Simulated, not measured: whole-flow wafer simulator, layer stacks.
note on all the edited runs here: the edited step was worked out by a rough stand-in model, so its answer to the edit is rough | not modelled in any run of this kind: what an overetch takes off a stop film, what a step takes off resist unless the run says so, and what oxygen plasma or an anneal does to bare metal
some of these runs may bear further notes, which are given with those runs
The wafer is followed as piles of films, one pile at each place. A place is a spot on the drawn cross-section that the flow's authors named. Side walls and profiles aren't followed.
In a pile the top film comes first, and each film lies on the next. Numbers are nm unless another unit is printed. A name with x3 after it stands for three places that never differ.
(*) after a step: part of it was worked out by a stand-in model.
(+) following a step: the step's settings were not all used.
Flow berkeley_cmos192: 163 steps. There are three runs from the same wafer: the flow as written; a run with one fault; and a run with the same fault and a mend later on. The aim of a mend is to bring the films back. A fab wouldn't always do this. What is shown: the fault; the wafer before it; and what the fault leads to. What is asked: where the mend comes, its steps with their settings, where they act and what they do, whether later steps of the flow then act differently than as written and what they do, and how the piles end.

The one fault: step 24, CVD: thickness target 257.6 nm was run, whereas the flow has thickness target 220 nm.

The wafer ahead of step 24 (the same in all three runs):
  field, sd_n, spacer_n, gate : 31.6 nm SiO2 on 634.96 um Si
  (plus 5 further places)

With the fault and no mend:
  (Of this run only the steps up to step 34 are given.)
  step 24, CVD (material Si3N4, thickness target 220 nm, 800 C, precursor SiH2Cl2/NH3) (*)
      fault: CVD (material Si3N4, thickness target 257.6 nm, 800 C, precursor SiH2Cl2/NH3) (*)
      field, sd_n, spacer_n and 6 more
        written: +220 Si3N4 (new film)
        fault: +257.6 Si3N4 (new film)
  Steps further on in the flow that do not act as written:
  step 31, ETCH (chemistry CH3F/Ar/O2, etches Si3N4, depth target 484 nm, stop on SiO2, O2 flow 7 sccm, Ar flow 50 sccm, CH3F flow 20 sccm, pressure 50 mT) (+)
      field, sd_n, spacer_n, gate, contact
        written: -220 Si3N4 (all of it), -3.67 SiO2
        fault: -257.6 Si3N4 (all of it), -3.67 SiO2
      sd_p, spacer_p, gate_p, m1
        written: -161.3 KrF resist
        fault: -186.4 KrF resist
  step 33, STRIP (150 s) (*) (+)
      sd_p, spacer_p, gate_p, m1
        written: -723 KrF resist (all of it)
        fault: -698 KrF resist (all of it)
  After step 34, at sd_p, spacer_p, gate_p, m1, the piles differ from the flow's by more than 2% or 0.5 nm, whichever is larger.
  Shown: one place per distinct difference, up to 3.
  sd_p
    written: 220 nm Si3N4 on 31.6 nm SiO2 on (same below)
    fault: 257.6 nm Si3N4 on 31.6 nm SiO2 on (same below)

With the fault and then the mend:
  After step 24 comes the mend.
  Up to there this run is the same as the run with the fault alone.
  step 24a, ETCH (chemistry h3po4, depth target 296.2 nm)
      field, sd_n, spacer_n and 6 more
        -257.6 Si3N4 (all of it)
  step 24b, CLEAN (chemistry SPM) (the flow's step 17, run once more)
      alters no film at any place that is followed
  step 24c, CVD (material Si3N4, thickness target 220 nm, 800 C, precursor SiH2Cl2/NH3) (*) (the flow's step 24, run once more)
      field, sd_n, spacer_n and 6 more
        +220 Si3N4 (new film)
  None of the later steps of the flow acts differently than as written at any place that is followed.
  The piles end the same as the flow's at every place that both follow.
